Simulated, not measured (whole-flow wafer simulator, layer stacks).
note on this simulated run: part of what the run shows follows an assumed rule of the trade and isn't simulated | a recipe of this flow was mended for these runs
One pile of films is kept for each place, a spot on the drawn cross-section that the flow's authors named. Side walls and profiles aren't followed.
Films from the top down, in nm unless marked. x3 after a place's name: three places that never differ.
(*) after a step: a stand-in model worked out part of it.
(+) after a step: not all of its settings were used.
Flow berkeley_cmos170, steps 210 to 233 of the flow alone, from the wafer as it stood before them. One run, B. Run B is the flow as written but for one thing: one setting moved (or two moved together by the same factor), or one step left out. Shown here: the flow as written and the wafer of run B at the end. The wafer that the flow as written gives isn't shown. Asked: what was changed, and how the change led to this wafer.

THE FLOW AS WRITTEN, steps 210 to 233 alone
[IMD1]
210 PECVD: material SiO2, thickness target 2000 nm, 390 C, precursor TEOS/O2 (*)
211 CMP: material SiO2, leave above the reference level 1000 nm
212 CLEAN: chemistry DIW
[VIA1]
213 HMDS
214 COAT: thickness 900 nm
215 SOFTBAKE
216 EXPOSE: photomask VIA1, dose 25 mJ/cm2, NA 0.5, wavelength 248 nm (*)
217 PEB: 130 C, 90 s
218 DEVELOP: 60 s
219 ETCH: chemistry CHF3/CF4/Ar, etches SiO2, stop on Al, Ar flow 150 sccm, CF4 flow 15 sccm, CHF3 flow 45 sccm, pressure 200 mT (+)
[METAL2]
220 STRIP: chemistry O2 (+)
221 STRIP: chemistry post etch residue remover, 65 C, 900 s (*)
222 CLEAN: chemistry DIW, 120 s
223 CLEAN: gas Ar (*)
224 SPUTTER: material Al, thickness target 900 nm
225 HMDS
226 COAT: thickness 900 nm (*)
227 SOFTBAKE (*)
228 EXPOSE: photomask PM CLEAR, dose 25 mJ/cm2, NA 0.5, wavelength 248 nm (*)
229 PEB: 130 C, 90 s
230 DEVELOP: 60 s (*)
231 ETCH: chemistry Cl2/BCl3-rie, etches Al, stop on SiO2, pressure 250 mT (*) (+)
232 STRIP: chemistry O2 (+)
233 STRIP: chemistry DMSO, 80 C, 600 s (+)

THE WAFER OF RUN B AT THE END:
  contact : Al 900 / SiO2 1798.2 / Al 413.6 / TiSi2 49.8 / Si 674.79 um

The cause: step 210, PECVD: thickness target 1850 nm was run, where the flow has thickness target 2000 nm.

How the change led to this, step by step:
  210 PECVD: material SiO2, thickness target 2000 nm, 390 C, precursor TEOS/O2 (*)
      field, mark, sd_n and 8 more: SiO2 +1850 (new film) (as written it would be: SiO2 +2000 (new film))
      sd_p: SiO2 +1828 (new film) (as written it would be: SiO2 +1975.9 (new film))
      (and at 1 more place)
  211 CMP: material SiO2, leave above the reference level 1000 nm
      contact: nothing (as written it would be: SiO2 -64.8)
      m1, via1, m2, via2: SiO2 -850 (as written it would be: SiO2 -1000)
      (and at 8 more places)
  214 COAT: thickness 900 nm
      contact: KrF-resist +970 (new film) (as written it would be: KrF-resist +900 (new film))
  220 STRIP: chemistry O2 (+)
      contact: KrF-resist -677.4 (all of it) (as written it would be: KrF-resist -607.6 (all of it))
  226 COAT: thickness 900 nm (*)
      contact: KrF-resist +957 (new film) (as written it would be: KrF-resist +889.8 (new film))
  232 STRIP: chemistry O2 (+)
      sd_n: KrF-resist -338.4 (all of it) (as written it would be: KrF-resist -347 (all of it))
      contact: KrF-resist -406.6 (all of it) (as written it would be: KrF-resist -339.5 (all of it))
